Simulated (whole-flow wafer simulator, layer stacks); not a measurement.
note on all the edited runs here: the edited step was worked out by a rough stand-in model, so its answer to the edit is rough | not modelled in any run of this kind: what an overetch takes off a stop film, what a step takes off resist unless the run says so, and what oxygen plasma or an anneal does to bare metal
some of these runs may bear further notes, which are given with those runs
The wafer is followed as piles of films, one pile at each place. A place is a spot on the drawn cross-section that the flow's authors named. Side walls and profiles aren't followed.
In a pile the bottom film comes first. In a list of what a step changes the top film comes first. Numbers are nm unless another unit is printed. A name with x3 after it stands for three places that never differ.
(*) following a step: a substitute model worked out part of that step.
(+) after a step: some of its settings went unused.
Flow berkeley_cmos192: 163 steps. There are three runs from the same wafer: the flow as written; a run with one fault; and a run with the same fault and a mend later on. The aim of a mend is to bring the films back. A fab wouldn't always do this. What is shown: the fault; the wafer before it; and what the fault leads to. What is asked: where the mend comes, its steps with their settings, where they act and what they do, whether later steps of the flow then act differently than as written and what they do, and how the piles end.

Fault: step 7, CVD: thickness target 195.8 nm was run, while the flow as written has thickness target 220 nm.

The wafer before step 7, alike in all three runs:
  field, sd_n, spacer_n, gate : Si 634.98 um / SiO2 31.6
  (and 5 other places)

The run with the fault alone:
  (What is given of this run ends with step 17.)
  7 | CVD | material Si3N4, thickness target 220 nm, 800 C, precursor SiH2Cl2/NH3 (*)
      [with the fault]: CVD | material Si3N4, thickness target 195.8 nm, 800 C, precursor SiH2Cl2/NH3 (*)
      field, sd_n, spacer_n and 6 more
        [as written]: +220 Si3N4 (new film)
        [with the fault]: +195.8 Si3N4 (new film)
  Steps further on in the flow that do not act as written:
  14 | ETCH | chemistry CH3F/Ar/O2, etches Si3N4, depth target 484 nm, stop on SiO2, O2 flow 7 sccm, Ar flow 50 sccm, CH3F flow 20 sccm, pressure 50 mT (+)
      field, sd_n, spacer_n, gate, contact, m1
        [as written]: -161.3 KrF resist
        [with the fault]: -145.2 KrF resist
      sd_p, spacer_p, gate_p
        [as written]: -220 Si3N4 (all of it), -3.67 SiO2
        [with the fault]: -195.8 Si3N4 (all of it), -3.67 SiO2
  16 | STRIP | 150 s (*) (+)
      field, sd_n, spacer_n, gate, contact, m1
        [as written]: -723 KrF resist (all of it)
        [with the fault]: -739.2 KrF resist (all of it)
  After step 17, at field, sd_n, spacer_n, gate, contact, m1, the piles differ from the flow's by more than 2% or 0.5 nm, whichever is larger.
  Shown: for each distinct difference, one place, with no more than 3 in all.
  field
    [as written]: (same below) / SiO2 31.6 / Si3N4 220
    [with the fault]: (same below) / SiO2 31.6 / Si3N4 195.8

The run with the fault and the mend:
  The mend stands after step 7.
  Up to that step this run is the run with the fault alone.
  7a | CVD | material Si3N4, thickness target 24.2 nm, 800 C, precursor SiH2Cl2/NH3 (*) (the flow's step 7 again, with other settings)
      field, sd_n, spacer_n and 6 more
        +24.2 Si3N4
  Every later step of the flow that is run acts as written at every place that is followed.
  The piles end the same as the flow's at every place that both follow.
